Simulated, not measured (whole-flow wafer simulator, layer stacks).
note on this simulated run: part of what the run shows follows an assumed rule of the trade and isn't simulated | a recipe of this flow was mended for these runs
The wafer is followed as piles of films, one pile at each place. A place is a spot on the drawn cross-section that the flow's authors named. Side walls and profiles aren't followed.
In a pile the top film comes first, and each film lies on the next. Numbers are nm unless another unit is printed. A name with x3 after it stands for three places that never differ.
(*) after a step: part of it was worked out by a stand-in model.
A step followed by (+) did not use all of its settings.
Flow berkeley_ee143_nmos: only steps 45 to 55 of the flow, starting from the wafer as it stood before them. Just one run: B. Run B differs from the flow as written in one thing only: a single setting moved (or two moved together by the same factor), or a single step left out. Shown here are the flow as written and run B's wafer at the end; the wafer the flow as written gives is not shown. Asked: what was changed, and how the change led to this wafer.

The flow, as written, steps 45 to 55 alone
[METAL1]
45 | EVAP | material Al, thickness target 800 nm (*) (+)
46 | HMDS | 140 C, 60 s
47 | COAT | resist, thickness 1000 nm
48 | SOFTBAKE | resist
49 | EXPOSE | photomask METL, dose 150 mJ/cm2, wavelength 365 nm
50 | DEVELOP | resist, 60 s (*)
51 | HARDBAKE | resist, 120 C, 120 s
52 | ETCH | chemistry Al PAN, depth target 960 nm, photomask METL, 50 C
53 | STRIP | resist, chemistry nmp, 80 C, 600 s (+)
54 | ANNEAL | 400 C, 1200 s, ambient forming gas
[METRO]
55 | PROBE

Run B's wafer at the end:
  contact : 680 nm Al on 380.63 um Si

What caused this: step 45, EVAP: thickness target 680 nm was run, whereas the flow has thickness target 800 nm.
The wafer itself shows it: contact has Al 680, and step 45 as written asks for 800 nm.

The path from the change to this, step by step:
  45 | EVAP | material Al, thickness target 800 nm (*) (+)
      gate, sd, contact, field: Al gains 680 (new film) (it would be, as written: Al gains 800 (new film))
  52 | ETCH | chemistry Al PAN, depth target 960 nm, photomask METL, 50 C
      gate, sd, field: Al loses 666.7 (all of it) (it would be, as written: Al loses 786.7 (all of it))
